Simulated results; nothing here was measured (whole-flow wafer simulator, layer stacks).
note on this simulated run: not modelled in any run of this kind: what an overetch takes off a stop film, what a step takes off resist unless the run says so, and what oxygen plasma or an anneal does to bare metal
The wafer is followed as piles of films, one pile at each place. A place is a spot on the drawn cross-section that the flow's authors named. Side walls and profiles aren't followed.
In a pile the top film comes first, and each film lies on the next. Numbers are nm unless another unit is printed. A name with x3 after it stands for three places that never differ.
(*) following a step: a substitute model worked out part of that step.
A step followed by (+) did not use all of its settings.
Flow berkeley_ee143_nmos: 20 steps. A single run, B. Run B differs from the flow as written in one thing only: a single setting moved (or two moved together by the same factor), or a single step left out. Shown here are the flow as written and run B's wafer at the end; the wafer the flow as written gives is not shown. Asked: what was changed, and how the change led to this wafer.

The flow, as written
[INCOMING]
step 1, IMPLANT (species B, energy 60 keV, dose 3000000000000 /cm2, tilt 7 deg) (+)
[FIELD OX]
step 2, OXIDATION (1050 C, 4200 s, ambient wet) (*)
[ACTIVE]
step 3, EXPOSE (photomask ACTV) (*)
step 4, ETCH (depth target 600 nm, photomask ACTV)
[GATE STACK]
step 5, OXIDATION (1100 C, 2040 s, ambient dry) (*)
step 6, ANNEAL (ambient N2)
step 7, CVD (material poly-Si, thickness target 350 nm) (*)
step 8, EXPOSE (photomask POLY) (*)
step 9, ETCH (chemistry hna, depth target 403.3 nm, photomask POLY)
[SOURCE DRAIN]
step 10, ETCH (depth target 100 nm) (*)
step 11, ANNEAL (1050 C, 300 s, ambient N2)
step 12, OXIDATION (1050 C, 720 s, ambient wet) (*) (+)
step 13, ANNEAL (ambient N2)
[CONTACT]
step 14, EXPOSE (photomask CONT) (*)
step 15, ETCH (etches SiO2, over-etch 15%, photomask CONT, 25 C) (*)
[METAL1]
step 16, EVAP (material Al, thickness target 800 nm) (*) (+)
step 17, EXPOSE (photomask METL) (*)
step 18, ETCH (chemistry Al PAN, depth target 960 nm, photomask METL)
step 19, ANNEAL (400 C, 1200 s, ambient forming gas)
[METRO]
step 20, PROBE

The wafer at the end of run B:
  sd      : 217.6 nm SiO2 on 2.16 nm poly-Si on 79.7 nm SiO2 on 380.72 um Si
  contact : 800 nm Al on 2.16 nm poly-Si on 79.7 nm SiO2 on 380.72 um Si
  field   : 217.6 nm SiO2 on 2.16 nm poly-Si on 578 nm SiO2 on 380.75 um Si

What caused this: step 9, ETCH: depth target 252.1 nm was run, though the flow has depth target 403.3 nm.

Step by step, how the change led to this:
  step 9, ETCH (chemistry hna, depth target 403.3 nm, photomask POLY)
      sd, contact, field: poly-Si loses 252.1 (as written it would have been: poly-Si loses 350 (all of it))
  step 10, ETCH (depth target 100 nm) (*)
      sd, contact: nothing (as written it would have been: SiO2 loses 79.7 (all of it))
      field: nothing (as written it would have been: SiO2 loses 100)
  step 12, OXIDATION (1050 C, 720 s, ambient wet) (*) (+)
      sd, contact: SiO2 gains 217.6 (new film), poly-Si loses 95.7 (as written it would have been: SiO2 gains 189.4 (new film), Si loses 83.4)
      field: SiO2 gains 217.6 (new film), poly-Si loses 95.7 (as written it would have been: SiO2 gains 69.1, Si loses 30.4)
  step 15, ETCH (etches SiO2, over-etch 15%, photomask CONT, 25 C) (*)
      contact: SiO2 loses 217.6 (all of it) (as written it would have been: SiO2 loses 189.4 (all of it))
